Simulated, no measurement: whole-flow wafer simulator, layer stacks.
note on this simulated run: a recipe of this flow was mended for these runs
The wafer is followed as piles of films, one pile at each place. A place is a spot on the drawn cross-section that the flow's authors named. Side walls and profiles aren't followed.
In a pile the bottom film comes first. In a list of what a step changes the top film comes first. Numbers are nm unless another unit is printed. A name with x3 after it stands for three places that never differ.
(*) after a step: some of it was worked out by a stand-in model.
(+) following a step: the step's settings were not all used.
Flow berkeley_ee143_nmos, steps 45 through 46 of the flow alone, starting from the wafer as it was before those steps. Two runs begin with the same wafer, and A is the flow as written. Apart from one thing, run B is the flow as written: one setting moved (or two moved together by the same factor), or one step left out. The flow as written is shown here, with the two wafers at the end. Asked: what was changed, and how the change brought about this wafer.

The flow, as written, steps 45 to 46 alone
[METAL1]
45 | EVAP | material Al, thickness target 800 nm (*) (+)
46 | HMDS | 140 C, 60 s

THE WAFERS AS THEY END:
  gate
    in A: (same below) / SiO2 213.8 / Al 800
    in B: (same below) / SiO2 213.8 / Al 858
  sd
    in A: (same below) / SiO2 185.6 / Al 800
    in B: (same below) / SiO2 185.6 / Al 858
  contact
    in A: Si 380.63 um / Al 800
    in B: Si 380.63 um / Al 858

The reason: step 45, EVAP: thickness target 858 nm was run, while the flow as written has thickness target 800 nm.
One can read it off the wafer: gate has Al 858, and step 45 as written asks for 800 nm.

Step by step, how the change led to this:
  45 | EVAP | material Al, thickness target 800 nm (*) (+)
      gate, sd, contact, field: A Al gains 800 (new film) | B Al gains 858 (new film)
